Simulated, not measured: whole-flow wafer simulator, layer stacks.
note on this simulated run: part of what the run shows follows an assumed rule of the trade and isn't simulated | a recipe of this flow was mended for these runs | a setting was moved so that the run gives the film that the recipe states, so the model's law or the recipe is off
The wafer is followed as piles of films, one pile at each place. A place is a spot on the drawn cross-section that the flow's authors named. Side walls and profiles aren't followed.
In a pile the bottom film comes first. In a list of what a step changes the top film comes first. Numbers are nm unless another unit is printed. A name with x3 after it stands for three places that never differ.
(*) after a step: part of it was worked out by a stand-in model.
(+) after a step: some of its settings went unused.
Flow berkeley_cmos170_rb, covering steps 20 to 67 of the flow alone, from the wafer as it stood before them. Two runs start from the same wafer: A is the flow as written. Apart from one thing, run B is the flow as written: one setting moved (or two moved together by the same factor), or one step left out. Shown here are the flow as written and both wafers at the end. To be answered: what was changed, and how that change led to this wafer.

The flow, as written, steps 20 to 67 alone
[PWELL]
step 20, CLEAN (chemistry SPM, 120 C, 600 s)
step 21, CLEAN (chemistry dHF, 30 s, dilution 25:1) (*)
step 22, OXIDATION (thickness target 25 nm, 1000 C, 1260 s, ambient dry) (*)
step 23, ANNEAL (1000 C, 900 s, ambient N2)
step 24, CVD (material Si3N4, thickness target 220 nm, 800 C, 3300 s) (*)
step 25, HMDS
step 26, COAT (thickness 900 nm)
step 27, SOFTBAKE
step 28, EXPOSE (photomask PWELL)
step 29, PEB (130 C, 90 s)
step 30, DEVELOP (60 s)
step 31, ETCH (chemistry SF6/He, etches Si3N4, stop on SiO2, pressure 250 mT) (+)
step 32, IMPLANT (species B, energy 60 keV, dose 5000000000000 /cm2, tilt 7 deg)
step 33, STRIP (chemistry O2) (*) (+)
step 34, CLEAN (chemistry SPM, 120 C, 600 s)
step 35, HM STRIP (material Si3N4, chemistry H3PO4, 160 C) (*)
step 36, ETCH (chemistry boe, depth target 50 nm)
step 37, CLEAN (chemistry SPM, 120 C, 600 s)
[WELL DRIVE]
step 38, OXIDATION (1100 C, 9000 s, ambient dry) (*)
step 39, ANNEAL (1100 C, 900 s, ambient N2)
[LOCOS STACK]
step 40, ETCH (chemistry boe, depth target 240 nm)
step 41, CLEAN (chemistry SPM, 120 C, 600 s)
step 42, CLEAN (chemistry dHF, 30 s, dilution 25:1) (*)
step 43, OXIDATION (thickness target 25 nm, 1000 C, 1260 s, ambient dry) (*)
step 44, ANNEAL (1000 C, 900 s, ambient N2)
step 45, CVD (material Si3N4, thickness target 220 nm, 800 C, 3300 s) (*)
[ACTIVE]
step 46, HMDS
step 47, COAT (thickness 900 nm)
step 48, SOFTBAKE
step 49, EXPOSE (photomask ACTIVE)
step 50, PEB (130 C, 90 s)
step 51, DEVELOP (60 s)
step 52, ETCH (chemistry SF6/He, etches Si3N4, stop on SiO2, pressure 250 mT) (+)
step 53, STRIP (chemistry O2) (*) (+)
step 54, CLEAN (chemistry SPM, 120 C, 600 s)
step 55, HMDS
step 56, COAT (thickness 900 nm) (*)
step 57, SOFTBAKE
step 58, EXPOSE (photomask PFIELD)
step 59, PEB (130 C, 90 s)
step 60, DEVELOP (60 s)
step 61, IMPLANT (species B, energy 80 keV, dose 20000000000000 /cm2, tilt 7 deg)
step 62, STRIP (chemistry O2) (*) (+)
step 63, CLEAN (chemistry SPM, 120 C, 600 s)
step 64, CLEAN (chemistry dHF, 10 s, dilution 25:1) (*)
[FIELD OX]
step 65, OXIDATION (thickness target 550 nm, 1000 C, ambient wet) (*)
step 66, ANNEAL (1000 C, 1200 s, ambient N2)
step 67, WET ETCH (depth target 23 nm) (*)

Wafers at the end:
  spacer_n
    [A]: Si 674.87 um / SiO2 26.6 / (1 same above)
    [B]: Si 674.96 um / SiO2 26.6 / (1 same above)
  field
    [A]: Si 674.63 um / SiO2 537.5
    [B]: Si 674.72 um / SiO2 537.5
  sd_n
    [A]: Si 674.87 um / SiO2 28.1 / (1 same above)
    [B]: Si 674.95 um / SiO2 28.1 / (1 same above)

The reason: step 38, OXIDATION: 1100 C, 9000 s, ambient dry (*), was skipped.

Step by step, how the change led to this:
  step 40, ETCH (chemistry boe, depth target 240 nm)
      field, sd_n, spacer_n and 6 more: A -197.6 SiO2 (all of it) | B -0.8 chemical SiO2 (all of it)
